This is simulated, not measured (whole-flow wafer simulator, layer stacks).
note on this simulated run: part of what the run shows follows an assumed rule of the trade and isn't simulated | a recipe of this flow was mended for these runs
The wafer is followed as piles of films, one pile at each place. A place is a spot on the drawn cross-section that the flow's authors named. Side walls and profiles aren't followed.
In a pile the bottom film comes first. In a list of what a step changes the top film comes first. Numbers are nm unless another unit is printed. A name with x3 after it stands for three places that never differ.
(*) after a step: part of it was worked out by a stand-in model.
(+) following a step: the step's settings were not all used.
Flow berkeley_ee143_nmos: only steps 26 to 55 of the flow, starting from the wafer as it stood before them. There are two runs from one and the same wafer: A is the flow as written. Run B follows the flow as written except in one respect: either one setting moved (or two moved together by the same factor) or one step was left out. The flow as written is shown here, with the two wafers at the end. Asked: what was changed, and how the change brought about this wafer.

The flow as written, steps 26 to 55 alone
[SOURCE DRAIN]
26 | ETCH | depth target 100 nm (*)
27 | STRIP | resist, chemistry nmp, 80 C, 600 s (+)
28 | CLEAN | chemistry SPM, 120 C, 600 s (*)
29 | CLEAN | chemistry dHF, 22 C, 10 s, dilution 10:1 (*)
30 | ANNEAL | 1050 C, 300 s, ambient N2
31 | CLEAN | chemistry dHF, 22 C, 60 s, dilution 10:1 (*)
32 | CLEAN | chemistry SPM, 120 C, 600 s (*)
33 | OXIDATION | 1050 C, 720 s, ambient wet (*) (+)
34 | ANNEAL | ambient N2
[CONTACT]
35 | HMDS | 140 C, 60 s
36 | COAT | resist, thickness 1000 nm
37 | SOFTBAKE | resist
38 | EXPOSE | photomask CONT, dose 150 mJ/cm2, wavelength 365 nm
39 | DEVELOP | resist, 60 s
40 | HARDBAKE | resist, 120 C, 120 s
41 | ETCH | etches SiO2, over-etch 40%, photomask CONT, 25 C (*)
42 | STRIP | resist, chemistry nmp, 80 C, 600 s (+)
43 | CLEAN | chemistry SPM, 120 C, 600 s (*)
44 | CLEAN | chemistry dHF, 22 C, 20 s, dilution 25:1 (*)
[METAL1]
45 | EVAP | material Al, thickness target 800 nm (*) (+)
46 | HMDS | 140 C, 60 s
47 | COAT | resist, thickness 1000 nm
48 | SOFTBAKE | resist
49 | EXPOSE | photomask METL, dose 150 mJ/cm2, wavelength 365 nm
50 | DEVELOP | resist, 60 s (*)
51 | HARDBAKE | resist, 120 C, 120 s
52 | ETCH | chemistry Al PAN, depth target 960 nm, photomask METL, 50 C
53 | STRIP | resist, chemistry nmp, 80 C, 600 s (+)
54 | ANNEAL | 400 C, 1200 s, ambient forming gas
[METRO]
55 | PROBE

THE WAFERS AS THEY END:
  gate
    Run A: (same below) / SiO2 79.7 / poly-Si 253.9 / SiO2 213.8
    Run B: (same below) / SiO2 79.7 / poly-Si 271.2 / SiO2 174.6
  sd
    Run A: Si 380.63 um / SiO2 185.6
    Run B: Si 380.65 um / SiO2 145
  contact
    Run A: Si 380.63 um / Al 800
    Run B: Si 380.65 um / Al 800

What caused this: step 33, OXIDATION: 1022 C was run, though the flow has 1050 C.

How this came from the change, step by step:
  33 | OXIDATION | 1050 C, 720 s, ambient wet (*) (+)
      sd, contact: A +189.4 SiO2 (new film), -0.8 chemical SiO2 (all of it), -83 Si | B +148.8 SiO2 (new film), -0.8 chemical SiO2 (all of it), -65.1 Si
      gate: A +217.6 SiO2 (new film), -0.8 chemical SiO2 (all of it), -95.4 poly-Si | B +178.4 SiO2 (new film), -0.8 chemical SiO2 (all of it), -78.1 poly-Si
      (and at 1 other place as well)
  41 | ETCH | etches SiO2, over-etch 40%, photomask CONT, 25 C (*)
      contact: A -189.4 SiO2 (all of it) | B -148.8 SiO2 (all of it)
  47 | COAT | resist, thickness 1000 nm
      contact: A +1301 resist (new film) | B +1273 resist (new film)
  51 | HARDBAKE | resist, 120 C, 120 s
      contact: A -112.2 resist | B -109.6 resist
  53 | STRIP | resist, chemistry nmp, 80 C, 600 s (+)
      contact: A -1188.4 resist (all of it) | B -1162.9 resist (all of it)
